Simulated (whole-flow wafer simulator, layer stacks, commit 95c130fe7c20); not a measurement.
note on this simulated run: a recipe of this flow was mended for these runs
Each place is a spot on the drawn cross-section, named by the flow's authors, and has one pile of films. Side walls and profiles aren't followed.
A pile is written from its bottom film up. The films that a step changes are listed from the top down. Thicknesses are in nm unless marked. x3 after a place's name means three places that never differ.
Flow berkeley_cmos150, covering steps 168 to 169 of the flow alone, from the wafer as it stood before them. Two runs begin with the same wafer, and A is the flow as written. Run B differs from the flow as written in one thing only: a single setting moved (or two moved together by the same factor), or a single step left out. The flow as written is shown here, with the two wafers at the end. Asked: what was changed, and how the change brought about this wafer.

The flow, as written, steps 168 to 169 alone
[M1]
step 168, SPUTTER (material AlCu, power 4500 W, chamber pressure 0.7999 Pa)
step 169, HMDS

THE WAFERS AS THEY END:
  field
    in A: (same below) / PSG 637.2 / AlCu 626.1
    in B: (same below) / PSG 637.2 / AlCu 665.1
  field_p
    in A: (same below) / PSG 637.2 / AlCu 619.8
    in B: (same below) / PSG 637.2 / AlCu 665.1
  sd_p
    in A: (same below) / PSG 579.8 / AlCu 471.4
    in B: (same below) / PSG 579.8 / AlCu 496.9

The reason: step 168, SPUTTER: chamber pressure 0.6719 Pa was run, while the flow as written has chamber pressure 0.7999 Pa.

Step by step, how the change led to this:
  step 168, SPUTTER (material AlCu, power 4500 W, chamber pressure 0.7999 Pa)
      field, sd_n, gate_n, gate_p, m1: A AlCu gains 626.1 (new film) | B AlCu gains 665.1 (new film)
      field_p: A AlCu gains 619.8 (new film) | B AlCu gains 665.1 (new film)
      (as well as at 2 more places)
